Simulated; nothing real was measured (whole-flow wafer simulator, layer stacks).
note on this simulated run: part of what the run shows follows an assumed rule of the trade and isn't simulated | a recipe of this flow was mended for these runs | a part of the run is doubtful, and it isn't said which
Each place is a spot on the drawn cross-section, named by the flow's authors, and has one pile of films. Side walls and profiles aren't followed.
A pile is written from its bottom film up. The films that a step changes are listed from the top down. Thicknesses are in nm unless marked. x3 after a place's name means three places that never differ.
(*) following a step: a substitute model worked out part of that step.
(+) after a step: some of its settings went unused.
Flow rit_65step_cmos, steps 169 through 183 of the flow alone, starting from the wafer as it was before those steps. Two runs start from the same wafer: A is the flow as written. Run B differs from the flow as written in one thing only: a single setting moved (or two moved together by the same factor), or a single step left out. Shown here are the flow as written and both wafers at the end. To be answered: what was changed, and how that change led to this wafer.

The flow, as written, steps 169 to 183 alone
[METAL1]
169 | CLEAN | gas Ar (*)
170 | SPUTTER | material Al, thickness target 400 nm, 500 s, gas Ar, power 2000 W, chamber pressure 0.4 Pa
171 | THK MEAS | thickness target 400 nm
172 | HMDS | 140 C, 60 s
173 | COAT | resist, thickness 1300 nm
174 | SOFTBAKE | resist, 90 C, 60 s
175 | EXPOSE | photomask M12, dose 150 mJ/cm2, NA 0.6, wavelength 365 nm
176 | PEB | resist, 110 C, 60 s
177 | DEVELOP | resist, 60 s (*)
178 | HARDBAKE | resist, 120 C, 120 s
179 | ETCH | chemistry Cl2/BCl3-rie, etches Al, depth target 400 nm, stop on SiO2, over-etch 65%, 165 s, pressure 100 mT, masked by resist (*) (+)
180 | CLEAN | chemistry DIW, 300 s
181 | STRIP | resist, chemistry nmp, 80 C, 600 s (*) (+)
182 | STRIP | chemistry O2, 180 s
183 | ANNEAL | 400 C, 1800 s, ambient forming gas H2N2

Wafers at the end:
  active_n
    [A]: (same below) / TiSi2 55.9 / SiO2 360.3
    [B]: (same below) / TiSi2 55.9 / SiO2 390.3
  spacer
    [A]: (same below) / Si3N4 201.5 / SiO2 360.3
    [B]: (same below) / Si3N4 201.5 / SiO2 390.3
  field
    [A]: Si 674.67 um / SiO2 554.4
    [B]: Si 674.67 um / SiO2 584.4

The reason: step 170, SPUTTER: thickness target 640 nm was run, whereas the flow has thickness target 400 nm; step 170, SPUTTER: 800 s was run, where the flow has 500 s.

The path from the change to this, step by step:
  170 | SPUTTER | material Al, thickness target 400 nm, 500 s, gas Ar, power 2000 W, chamber pressure 0.4 Pa
      field, field_pw, field_nw and 10 more: A Al gains 400 (new film) | B Al gains 640 (new film)
      contact: A Al gains 255.4 (new film) | B Al gains 384.7 (new film)
  173 | COAT | resist, thickness 1300 nm
      contact: A resist gains 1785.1 (new film) | B resist gains 1905.5 (new film)
  176 | PEB | resist, 110 C, 60 s
      contact: A resist loses 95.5 | B resist loses 102.3
  178 | HARDBAKE | resist, 120 C, 120 s
      contact: A resist loses 62.1 | B resist loses 66.9
  179 | ETCH | chemistry Cl2/BCl3-rie, etches Al, depth target 400 nm, stop on SiO2, over-etch 65%, 165 s, pressure 100 mT, masked by resist (*) (+)
      field, field_pw, field_nw and 9 more: A Al loses 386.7 (all of it), SiO2 loses 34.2 | B Al loses 626.7 (all of it), SiO2 loses 4.17
  181 | STRIP | resist, chemistry nmp, 80 C, 600 s (*) (+)
      contact: A resist loses 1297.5 (all of it) | B resist loses 1406.3 (all of it)
